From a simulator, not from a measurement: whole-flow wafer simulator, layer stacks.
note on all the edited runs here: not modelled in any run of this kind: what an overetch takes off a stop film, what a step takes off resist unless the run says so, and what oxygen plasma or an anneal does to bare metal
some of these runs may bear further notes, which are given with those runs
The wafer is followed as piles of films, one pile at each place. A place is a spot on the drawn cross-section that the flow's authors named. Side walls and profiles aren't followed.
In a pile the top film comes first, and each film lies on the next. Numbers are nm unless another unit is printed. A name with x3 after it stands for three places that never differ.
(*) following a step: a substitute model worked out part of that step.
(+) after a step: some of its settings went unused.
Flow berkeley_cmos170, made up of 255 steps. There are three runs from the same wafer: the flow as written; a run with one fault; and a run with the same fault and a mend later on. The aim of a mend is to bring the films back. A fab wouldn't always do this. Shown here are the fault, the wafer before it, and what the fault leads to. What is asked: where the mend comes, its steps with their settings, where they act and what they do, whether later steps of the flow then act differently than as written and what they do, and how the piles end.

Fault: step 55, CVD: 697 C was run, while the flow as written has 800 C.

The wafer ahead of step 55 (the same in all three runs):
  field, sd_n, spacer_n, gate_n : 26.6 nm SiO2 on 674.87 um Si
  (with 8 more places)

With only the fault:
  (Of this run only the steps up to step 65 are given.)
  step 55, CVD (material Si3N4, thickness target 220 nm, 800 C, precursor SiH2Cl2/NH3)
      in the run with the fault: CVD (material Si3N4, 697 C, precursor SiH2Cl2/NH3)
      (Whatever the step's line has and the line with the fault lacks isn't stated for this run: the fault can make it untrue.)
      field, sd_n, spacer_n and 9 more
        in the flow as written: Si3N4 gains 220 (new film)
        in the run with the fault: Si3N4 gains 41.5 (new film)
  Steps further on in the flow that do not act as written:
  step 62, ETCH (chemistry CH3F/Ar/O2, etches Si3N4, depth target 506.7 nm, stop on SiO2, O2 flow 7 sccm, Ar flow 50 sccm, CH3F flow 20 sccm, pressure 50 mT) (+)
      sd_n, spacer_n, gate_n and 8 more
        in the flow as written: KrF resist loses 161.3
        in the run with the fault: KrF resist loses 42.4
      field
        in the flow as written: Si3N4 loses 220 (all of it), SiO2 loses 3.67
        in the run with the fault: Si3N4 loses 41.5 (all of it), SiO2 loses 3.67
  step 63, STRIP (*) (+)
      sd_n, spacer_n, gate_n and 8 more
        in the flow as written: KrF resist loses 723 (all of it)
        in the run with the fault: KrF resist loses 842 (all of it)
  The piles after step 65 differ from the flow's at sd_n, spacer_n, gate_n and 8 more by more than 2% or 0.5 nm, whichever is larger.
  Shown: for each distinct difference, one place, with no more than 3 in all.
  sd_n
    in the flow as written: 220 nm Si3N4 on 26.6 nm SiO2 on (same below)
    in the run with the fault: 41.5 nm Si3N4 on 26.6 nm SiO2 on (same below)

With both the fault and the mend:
  After step 55 comes the mend.
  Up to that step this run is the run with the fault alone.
  step 55a, CVD (material Si3N4, thickness target 178 nm, 800 C, precursor SiH2Cl2/NH3) (the flow's step 55, run once more with other settings)
      field, sd_n, spacer_n and 9 more
        Si3N4 gains 178
  None of the later steps of the flow differs from how it acts as written, at any place that is followed, by more than 2% or 0.5 nm, whichever is larger.
  At every place that both follow, the piles at the end match the flow's.
